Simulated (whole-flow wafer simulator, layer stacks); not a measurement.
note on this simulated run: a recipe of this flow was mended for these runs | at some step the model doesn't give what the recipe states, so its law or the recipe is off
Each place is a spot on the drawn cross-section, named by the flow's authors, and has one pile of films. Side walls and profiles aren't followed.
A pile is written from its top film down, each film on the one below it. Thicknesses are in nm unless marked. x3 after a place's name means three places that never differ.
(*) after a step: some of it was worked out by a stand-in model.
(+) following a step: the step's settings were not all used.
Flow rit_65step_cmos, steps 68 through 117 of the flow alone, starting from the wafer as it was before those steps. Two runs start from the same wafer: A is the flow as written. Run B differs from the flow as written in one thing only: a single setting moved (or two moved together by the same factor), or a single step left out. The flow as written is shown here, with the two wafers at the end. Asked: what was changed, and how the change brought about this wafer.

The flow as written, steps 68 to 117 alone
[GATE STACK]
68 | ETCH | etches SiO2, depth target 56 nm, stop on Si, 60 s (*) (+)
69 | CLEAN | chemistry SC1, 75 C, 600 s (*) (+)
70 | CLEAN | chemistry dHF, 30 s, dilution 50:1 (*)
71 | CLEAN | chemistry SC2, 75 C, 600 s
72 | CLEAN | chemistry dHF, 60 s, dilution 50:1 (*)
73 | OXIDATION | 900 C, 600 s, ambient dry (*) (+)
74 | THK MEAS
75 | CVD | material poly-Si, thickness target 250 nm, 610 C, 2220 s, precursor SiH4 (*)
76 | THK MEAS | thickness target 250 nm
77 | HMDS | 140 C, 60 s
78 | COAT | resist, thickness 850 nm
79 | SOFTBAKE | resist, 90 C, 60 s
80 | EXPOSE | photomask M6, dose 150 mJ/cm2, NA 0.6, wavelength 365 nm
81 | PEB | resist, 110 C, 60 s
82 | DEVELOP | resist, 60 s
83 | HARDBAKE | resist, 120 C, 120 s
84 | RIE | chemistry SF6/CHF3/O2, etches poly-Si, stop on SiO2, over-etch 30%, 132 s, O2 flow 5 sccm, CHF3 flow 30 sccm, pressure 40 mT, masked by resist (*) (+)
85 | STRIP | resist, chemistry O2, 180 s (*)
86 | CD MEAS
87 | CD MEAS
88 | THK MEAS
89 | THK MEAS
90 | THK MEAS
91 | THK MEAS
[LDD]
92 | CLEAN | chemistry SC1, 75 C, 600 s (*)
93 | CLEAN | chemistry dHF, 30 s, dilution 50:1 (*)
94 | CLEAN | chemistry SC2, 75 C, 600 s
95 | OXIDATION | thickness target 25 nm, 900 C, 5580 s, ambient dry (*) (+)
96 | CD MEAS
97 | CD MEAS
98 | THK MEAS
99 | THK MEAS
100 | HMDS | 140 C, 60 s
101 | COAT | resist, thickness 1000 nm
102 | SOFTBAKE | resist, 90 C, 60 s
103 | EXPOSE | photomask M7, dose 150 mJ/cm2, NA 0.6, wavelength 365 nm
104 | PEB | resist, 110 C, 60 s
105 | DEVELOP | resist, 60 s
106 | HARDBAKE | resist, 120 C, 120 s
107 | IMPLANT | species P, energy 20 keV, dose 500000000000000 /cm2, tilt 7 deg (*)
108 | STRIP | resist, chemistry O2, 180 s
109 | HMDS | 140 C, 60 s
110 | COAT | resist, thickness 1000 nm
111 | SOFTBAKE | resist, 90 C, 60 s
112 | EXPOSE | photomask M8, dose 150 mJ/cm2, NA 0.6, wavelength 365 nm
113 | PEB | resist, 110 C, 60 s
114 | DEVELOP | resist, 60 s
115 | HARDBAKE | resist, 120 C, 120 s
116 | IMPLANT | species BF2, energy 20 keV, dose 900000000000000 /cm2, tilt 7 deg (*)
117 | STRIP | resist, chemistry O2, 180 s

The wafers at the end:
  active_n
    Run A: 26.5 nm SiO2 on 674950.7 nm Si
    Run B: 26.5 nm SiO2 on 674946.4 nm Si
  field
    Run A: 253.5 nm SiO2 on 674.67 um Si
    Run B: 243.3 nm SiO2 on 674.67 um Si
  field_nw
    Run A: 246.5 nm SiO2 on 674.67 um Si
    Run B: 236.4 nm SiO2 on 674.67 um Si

The reason: step 75, CVD: thickness target 190 nm was run, while the flow as written has thickness target 250 nm; step 75, CVD: 1687 s was run, where the flow has 2220 s.

The path from the change to this, step by step:
  75 | CVD | material poly-Si, thickness target 250 nm, 610 C, 2220 s, precursor SiH4 (*)
      field, field_pw, field_nw and 11 more: A +250 poly-Si (new film) | B +190 poly-Si (new film)
  84 | RIE | chemistry SF6/CHF3/O2, etches poly-Si, stop on SiO2, over-etch 30%, 132 s, O2 flow 5 sccm, CHF3 flow 30 sccm, pressure 40 mT, masked by resist (*) (+)
      active_n, active_p, spacer, spacer_p, sd_n, sd_p, contact, m1: A -250 poly-Si (all of it), -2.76 SiO2 | B -190 poly-Si (all of it), -7.17 SiO2 (all of it)
      field, field_pw, field_nw, field_p: A -250 poly-Si (all of it), -2.76 SiO2 | B -190 poly-Si (all of it), -13.1 SiO2
  85 | STRIP | resist, chemistry O2, 180 s (*)
      active_n, active_p, spacer, spacer_p, sd_n, sd_p, contact, m1: A nothing | B +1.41 chemical SiO2 (new film), -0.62 Si
  92 | CLEAN | chemistry SC1, 75 C, 600 s (*)
      active_n, active_p, spacer, spacer_p, sd_n, sd_p, contact, m1: A -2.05 SiO2 | B -0.81 chemical SiO2, -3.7 Si
  93 | CLEAN | chemistry dHF, 30 s, dilution 50:1 (*)
      active_n, active_p, spacer, spacer_p, sd_n, sd_p, contact, m1: A -2.36 SiO2 (all of it) | B -0.6 chemical SiO2 (all of it)
  101 | COAT | resist, thickness 1000 nm
      gate_n, gate_p: A +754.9 resist (new film) | B +806.5 resist (new film)
  104 | PEB | resist, 110 C, 60 s
      gate_n, gate_p: A -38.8 resist | B -41.5 resist
  105 | DEVELOP | resist, 60 s
      gate_n: A -716.2 resist (all of it) | B -765 resist (all of it)
  106 | HARDBAKE | resist, 120 C, 120 s
      gate_p: A -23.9 resist | B -25.7 resist
  108 | STRIP | resist, chemistry O2, 180 s
      gate_p: A -692.2 resist (all of it) | B -739.3 resist (all of it)
  110 | COAT | resist, thickness 1000 nm
      gate_n, gate_p: A +754.9 resist (new film) | B +806.5 resist (new film)
  113 | PEB | resist, 110 C, 60 s
      gate_n, gate_p: A -38.8 resist | B -41.5 resist
  114 | DEVELOP | resist, 60 s
      gate_p: A -716.1 resist (all of it) | B -765 resist (all of it)
  115 | HARDBAKE | resist, 120 C, 120 s
      gate_n: A -23.9 resist | B -25.7 resist
  117 | STRIP | resist, chemistry O2, 180 s
      gate_n: A -692.2 resist (all of it) | B -739.3 resist (all of it)
